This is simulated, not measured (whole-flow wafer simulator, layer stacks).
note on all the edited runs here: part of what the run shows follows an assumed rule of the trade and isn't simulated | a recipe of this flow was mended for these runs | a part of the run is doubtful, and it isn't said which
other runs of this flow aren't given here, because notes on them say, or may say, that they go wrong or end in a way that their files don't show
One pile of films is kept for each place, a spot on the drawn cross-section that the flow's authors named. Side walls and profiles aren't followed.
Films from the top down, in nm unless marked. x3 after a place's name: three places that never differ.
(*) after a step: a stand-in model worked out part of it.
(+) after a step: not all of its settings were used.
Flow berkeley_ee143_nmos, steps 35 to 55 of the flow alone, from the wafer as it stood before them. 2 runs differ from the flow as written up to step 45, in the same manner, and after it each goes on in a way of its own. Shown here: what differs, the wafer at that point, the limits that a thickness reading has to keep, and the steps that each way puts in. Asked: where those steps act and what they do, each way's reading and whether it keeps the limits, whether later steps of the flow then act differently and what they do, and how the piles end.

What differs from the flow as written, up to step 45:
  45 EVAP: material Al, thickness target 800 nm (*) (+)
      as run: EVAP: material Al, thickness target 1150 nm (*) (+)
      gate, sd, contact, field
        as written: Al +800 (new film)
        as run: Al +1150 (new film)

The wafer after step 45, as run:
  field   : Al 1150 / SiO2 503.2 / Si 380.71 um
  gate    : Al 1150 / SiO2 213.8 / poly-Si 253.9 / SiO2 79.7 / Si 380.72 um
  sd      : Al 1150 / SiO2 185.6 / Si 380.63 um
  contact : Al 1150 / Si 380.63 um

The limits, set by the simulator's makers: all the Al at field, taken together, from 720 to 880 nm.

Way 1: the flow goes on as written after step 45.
  The reading after step 45: 1150 nm, outside the limits.
  Later steps of the flow that act differently than as written (4 more steps differ only slightly, by at most 2% or 0.5 nm, whichever is larger, and aren't shown):
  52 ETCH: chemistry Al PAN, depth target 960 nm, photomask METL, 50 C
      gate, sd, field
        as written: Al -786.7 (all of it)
        this way: Al -960
  At the end the piles differ from the flow's by more than 2% or 0.5 nm, whichever is larger, at gate, sd, contact, field.
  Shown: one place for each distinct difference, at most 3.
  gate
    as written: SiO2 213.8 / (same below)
    this way: Al 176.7 / SiO2 213.8 / (same below)
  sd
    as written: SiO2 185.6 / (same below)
    this way: Al 176.7 / SiO2 185.6 / (same below)
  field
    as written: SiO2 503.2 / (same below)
    this way: Al 176.7 / SiO2 503.2 / (same below)

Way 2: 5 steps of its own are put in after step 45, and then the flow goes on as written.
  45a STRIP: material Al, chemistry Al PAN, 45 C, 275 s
      gate, sd, contact, field
        Al -1150 (all of it)
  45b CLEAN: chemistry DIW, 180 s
      changes no film at any place that is followed
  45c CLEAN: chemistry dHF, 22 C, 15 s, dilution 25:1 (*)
      gate, sd, field
        SiO2 -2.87
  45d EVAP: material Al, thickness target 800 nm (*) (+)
      gate, sd, contact, field
        Al +800 (new film)
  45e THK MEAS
      changes no film at any place that is followed
  The reading after step 45e: 800 nm, within the limits.
  No later step of the flow acts differently than as written, at any place that is followed, by more than 2% or 0.5 nm, whichever is larger.
  At the end the piles differ from the flow's only slightly at the places that both follow, by at most 2% or 0.5 nm, whichever is larger.

Within the limits: way 2. Outside them: way 1.
